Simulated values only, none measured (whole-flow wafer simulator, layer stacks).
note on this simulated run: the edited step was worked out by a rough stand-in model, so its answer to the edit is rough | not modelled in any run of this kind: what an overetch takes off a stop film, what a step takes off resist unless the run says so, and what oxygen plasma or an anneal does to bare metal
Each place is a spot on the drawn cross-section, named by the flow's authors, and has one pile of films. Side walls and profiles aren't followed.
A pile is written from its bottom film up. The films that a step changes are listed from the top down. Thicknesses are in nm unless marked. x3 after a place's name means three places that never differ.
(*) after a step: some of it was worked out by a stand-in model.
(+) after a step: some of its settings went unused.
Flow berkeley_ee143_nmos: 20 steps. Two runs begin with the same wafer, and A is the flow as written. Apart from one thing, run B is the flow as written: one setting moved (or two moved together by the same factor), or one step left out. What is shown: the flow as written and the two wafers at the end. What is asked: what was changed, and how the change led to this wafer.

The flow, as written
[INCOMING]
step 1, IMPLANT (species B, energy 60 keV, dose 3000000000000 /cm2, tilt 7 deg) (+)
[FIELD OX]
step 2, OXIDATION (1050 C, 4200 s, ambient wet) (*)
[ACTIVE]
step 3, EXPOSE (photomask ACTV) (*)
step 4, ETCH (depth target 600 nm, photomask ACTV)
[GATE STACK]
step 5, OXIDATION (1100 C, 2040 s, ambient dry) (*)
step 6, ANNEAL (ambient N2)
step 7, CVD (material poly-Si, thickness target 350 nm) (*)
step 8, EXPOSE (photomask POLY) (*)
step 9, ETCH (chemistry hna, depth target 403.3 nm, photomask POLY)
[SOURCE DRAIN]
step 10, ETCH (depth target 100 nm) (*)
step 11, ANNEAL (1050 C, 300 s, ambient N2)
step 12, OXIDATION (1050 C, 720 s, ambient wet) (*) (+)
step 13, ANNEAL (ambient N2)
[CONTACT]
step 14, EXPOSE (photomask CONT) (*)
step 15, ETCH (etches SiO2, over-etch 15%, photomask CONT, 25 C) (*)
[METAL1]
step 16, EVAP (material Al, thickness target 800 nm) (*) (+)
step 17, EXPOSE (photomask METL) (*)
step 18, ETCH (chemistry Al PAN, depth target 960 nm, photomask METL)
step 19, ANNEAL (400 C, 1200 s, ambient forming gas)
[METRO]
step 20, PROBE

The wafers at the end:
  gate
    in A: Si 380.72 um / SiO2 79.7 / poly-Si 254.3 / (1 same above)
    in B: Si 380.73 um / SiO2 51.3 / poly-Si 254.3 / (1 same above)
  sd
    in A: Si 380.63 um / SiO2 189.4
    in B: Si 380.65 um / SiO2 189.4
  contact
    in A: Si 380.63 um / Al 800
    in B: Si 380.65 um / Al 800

The reason: step 5, OXIDATION: 969 s was run, whereas the flow has 2040 s.

The path from the change to this, step by step:
  step 5, OXIDATION (1100 C, 2040 s, ambient dry) (*)
      gate, sd, contact: A SiO2 gains 79.7 (new film), Si loses 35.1 | B SiO2 gains 51.3 (new film), Si loses 22.6
      field: A SiO2 gains 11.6, Si loses 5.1 | B SiO2 gains 5.55, Si loses 2.44
  step 10, ETCH (depth target 100 nm) (*)
      sd, contact: A SiO2 loses 79.7 (all of it) | B SiO2 loses 51.3 (all of it)
